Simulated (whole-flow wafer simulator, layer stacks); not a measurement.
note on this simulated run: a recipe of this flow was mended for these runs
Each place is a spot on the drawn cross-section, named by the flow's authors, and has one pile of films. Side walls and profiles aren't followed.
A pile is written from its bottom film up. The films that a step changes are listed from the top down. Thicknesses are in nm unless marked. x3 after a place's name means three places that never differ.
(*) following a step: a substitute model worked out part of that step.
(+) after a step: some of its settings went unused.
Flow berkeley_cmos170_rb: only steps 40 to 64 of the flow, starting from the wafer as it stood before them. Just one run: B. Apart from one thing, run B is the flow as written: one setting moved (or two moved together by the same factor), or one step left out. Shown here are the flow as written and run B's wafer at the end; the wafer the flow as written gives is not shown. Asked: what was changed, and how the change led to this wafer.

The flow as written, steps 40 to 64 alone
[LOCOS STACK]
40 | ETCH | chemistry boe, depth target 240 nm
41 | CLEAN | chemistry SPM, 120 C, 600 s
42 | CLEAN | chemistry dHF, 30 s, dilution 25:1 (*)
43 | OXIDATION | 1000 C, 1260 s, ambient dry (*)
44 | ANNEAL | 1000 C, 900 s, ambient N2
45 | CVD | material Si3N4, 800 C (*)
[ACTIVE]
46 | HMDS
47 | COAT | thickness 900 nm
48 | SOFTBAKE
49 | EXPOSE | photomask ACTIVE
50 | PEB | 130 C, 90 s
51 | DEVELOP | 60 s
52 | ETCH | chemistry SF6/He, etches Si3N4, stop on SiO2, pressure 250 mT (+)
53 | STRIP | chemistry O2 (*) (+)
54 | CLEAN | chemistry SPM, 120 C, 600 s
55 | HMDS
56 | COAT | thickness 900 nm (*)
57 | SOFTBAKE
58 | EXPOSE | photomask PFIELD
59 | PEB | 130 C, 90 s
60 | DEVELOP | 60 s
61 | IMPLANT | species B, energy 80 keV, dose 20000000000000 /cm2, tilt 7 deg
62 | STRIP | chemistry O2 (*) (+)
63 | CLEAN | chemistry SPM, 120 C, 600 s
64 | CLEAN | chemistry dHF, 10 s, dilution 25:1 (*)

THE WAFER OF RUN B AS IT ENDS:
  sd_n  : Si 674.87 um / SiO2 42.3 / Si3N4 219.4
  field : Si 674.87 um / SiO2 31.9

The reason: step 40, ETCH: depth target 170 nm was run, though the flow has depth target 240 nm.

Step by step, how the change led to this:
  40 | ETCH | chemistry boe, depth target 240 nm
      field, sd_n, spacer_n and 6 more: SiO2 loses 170 (as written it would have been: SiO2 loses 197.6 (all of it))
  41 | CLEAN | chemistry SPM, 120 C, 600 s
      field, sd_n, spacer_n and 6 more: nothing (as written it would have been: chemical SiO2 gains 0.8 (new film), Si loses 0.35)
  42 | CLEAN | chemistry dHF, 30 s, dilution 25:1 (*)
      field, sd_n, spacer_n and 6 more: SiO2 loses 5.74 (as written it would have been: chemical SiO2 loses 0.8 (all of it))
  43 | OXIDATION | 1000 C, 1260 s, ambient dry (*)
      field, sd_n, spacer_n and 6 more: SiO2 gains 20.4, Si loses 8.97 (as written it would have been: SiO2 gains 26.6 (new film), Si loses 11.7)
